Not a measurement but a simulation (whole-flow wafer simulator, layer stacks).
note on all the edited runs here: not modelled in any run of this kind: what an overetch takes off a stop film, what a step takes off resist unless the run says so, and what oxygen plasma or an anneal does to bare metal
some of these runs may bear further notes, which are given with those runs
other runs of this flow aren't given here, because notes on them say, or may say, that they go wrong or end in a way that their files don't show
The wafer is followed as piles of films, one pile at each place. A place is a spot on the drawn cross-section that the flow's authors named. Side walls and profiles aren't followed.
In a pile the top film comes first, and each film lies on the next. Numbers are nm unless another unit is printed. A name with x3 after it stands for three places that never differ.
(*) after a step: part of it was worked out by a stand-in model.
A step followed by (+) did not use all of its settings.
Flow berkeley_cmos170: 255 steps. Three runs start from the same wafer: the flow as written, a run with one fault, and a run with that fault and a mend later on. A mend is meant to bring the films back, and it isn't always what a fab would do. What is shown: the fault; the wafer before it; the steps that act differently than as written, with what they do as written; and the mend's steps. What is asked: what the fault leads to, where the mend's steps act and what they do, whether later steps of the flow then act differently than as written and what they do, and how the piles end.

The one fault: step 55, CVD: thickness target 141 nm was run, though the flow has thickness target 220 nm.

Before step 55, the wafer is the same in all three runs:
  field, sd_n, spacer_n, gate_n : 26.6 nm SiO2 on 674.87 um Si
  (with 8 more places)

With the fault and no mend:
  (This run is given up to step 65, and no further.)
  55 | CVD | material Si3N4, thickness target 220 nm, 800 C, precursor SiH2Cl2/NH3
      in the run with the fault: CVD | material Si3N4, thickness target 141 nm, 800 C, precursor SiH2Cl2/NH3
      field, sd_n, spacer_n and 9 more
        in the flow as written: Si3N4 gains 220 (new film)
        in the run with the fault: Si3N4 gains 141 (new film)
  Steps further on in the flow that do not act as written:
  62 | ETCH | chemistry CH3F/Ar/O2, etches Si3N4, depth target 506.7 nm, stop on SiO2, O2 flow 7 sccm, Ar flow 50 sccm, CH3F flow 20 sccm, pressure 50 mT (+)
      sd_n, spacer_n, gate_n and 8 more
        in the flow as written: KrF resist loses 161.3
        in the run with the fault: KrF resist loses 108.7
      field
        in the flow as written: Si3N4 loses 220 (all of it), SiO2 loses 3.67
        in the run with the fault: Si3N4 loses 141 (all of it), SiO2 loses 3.67
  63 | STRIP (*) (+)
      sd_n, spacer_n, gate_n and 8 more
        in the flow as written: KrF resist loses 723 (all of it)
        in the run with the fault: KrF resist loses 775.7 (all of it)
  After step 65, at sd_n, spacer_n, gate_n and 8 more, the piles differ from the flow's by more than 2% or 0.5 nm, whichever is larger.
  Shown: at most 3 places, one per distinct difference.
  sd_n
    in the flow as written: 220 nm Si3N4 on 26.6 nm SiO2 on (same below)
    in the run with the fault: 141 nm Si3N4 on 26.6 nm SiO2 on (same below)

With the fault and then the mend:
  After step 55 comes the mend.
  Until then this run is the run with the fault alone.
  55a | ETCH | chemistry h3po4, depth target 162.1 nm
      field, sd_n, spacer_n and 9 more
        Si3N4 loses 141 (all of it)
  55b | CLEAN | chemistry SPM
      leaves every film unchanged at each place that is followed
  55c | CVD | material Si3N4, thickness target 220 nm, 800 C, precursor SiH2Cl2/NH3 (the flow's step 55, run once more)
      field, sd_n, spacer_n and 9 more
        Si3N4 gains 220 (new film)
  Every later step of the flow that is run acts as written at every place that is followed.
  By the end, the piles equal the flow's at every place that both follow.
